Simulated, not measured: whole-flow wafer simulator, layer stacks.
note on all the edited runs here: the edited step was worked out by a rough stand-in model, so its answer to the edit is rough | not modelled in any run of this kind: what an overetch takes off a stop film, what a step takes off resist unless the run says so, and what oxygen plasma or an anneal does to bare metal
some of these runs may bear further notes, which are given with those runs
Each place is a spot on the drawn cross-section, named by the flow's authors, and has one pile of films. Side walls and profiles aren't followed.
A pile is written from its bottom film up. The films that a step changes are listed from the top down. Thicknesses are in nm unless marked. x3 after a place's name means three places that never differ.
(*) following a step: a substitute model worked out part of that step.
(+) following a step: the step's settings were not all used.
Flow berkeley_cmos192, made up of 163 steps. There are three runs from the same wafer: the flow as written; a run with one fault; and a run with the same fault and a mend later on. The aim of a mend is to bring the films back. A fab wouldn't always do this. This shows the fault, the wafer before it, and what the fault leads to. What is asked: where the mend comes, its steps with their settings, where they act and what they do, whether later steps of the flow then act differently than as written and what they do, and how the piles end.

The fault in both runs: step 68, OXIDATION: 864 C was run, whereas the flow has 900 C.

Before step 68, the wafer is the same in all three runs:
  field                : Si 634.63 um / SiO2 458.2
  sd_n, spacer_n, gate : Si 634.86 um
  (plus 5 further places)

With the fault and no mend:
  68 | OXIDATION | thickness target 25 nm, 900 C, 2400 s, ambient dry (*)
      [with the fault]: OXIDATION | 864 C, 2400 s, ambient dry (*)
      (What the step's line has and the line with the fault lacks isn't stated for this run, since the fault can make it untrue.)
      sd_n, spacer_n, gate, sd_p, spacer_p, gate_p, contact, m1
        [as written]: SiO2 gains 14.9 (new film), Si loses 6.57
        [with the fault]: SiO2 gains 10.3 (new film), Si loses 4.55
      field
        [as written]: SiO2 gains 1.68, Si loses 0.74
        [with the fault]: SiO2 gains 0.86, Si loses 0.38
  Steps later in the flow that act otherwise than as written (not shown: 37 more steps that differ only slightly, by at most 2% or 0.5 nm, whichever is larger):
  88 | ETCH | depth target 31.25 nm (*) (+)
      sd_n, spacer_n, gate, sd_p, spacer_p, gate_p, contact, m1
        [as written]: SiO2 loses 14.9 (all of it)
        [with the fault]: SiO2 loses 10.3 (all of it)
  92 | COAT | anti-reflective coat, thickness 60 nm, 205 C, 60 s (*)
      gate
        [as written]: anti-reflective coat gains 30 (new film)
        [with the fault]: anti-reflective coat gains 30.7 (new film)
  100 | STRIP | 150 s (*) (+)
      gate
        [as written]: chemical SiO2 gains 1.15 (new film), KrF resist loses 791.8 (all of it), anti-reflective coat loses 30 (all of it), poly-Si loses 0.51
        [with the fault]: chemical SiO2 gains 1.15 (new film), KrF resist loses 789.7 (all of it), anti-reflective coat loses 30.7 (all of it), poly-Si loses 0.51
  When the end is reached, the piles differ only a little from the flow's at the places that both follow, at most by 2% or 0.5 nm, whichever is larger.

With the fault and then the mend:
  The mend follows step 75.
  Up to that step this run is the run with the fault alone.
  75a | STRIP | 150 s (*) (+)
      sd_p
        KrF resist loses 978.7 (all of it)
      spacer_p
        KrF resist loses 960 (all of it)
      gate_p
        KrF resist loses 959.1 (all of it)
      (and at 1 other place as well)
  75b | CLEAN | chemistry SPM
      does not change any film at any place that is followed
  75c | OXIDATION | 900 C, 1024 s, ambient dry (*) (a further turn of the flow's step 68, with different settings)
      sd_n, spacer_n, gate, sd_p, spacer_p, gate_p, contact, m1
        SiO2 gains 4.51, Si loses 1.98
      field
        SiO2 gains 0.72, Si loses 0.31
  75d | HMDS (a further turn of the flow's step 70)
      does not change any film at any place that is followed
  75e | COAT | KrF resist, thickness 900 nm (*) (a further turn of the flow's step 71)
      spacer_n, gate
        KrF resist gains 978.6 (new film)
      field
        KrF resist gains 842.4 (new film)
      sd_n
        KrF resist gains 1013.2 (new film)
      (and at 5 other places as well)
  75f | SOFTBAKE | KrF resist (a further turn of the flow's step 72)
      does not change any film at any place that is followed
  75g | EXPOSE | photomask PWELL, dose 30 mJ/cm2, NA 0.5, wavelength 248 nm (*) (a further turn of the flow's step 73)
      does not change any film at any place that is followed
  75h | PEB | KrF resist, 130 C, 60 s (a further turn of the flow's step 74)
      sd_n, m1
        KrF resist loses 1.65
      spacer_n, gate
        KrF resist loses 1.58
      spacer_p, gate_p
        KrF resist loses 1.57
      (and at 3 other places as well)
  75i | DEVELOP | KrF resist, thickness 900 nm, developer developer-D-0.26N, 45 s (a further turn of the flow's step 75)
      sd_p, spacer_p, gate_p, m1
        KrF resist loses 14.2
      field
        KrF resist loses 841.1 (all of it)
      sd_n
        KrF resist loses 1011.6 (all of it)
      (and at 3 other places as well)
  Every later step of the flow that is run acts as written, at every place that is followed, to within 2% or 0.5 nm, whichever is larger.
  When the end is reached, the piles differ only a little from the flow's at the places that both follow, at most by 2% or 0.5 nm, whichever is larger.
